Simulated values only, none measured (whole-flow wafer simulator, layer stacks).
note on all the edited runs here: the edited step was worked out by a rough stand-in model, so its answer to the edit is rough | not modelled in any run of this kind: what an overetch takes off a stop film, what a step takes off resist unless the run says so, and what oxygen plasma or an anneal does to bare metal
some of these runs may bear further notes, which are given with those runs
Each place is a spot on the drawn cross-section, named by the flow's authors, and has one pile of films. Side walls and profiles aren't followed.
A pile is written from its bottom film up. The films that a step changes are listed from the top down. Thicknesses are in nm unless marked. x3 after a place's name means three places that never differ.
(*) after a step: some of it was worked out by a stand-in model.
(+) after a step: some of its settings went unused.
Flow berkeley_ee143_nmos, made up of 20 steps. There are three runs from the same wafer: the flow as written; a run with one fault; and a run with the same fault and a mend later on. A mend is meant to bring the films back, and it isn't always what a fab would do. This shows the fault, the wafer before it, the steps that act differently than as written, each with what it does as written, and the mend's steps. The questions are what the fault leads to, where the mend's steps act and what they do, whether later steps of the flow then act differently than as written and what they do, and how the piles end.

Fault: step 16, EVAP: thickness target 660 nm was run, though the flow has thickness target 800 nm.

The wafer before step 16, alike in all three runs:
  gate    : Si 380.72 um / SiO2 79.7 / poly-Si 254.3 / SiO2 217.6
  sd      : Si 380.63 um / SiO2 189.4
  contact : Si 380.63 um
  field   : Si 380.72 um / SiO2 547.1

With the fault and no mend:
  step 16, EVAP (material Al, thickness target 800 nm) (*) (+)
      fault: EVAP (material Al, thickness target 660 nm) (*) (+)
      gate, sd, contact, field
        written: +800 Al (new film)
        fault: +660 Al (new film)
  Later steps of the flow acting differently than as written:
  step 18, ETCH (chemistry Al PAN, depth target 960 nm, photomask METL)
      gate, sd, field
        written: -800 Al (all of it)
        fault: -660 Al (all of it)
  By the end, the piles at contact depart from the flow's by more than 2% or 0.5 nm, whichever is larger.
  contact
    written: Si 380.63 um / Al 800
    fault: Si 380.63 um / Al 660

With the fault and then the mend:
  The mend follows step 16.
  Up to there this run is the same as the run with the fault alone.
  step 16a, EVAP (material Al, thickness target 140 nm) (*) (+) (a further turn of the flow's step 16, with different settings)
      gate, sd, contact, field
        +140 Al
  Every later step of the flow that is run acts as written at every place that is followed.
  The piles end the same as the flow's at every place that both follow.
